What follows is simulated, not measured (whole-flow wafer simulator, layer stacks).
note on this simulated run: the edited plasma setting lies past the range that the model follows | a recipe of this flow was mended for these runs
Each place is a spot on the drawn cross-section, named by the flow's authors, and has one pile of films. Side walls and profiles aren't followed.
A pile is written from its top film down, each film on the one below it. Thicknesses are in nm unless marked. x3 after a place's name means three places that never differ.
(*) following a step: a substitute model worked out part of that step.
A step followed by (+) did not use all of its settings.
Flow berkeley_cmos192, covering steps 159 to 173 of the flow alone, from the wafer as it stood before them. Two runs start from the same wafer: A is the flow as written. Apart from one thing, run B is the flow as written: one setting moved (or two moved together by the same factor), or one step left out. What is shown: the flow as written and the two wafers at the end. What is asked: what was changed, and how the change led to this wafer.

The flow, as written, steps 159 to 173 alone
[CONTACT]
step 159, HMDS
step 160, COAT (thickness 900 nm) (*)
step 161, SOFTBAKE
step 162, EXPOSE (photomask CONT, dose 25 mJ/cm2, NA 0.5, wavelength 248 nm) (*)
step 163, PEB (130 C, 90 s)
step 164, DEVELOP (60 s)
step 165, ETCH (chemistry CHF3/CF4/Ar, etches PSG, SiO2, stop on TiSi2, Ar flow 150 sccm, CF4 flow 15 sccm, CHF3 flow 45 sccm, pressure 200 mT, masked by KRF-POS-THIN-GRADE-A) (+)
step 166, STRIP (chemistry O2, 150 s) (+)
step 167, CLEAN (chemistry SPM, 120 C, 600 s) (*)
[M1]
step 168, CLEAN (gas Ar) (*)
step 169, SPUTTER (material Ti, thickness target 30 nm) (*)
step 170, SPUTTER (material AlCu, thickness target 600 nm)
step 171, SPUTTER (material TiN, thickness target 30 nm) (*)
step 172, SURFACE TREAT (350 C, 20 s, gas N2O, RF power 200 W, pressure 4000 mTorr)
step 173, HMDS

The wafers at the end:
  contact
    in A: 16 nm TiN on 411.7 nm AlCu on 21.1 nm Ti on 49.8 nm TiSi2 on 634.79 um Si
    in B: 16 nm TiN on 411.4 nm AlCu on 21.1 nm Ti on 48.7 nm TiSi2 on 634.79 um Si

Cause: step 165, ETCH: pressure 128 mT was run, whereas the flow has pressure 200 mT.

Step by step, how the change led to this:
  step 165, ETCH (chemistry CHF3/CF4/Ar, etches PSG, SiO2, stop on TiSi2, Ar flow 150 sccm, CF4 flow 15 sccm, CHF3 flow 45 sccm, pressure 200 mT, masked by KRF-POS-THIN-GRADE-A) (+)
      field, sd_n, spacer_n, gate, sd_p, spacer_p, gate_p, m1: A -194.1 KrF-resist | B -237.4 KrF-resist
      contact: A -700 PSG (all of it), -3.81 TiSi2 | B -700 PSG (all of it), -4.87 TiSi2
  step 166, STRIP (chemistry O2, 150 s) (+)
      field: A -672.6 KrF-resist (all of it) | B -629.2 KrF-resist (all of it)
      sd_n: A -784.4 KrF-resist (all of it) | B -741 KrF-resist (all of it)
      (and at 6 other places as well)
